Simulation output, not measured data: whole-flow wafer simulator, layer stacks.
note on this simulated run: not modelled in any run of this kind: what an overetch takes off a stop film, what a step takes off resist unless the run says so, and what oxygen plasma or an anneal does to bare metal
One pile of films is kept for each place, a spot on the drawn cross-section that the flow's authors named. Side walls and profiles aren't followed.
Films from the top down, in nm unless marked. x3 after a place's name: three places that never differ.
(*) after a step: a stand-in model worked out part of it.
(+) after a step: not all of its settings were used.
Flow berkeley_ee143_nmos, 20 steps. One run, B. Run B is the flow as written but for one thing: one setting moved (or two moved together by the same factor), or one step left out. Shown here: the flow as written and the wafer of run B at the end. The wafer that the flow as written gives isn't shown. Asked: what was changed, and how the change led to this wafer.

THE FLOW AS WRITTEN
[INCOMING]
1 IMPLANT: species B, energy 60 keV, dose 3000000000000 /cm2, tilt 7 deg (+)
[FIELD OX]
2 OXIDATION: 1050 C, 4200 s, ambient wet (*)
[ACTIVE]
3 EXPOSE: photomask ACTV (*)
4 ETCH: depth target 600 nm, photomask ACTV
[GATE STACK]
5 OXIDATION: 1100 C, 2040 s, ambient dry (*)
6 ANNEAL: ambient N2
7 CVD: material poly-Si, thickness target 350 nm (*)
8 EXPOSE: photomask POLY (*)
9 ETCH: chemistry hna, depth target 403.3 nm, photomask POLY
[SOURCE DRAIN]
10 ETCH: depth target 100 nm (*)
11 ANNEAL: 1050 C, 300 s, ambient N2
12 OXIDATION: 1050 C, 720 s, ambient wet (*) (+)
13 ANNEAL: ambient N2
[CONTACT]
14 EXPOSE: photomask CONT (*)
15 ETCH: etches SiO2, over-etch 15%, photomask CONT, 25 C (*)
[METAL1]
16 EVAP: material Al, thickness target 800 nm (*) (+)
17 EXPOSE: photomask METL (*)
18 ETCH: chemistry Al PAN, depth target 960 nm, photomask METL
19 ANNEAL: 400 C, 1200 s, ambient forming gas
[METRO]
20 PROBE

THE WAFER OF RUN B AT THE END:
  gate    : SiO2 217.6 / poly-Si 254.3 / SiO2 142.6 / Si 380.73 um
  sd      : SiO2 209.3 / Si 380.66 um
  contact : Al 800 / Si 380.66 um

The cause: step 4, ETCH: depth target 461 nm was run, where the flow has depth target 600 nm.

How the change led to this, step by step:
  4 ETCH: depth target 600 nm, photomask ACTV
      gate, sd, contact: SiO2 -461 (as written it would be: SiO2 -566.4 (all of it))
  5 OXIDATION: 1100 C, 2040 s, ambient dry (*)
      gate, sd, contact: SiO2 +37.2, Si -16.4 (as written it would be: SiO2 +79.7 (new film), Si -35.1)
  10 ETCH: depth target 100 nm (*)
      sd, contact: SiO2 -100 (as written it would be: SiO2 -79.7 (all of it))
  12 OXIDATION: 1050 C, 720 s, ambient wet (*) (+)
      sd, contact: SiO2 +166.8, Si -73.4 (as written it would be: SiO2 +189.4 (new film), Si -83.4)
  15 ETCH: etches SiO2, over-etch 15%, photomask CONT, 25 C (*)
      contact: SiO2 -209.3 (all of it) (as written it would be: SiO2 -189.4 (all of it))
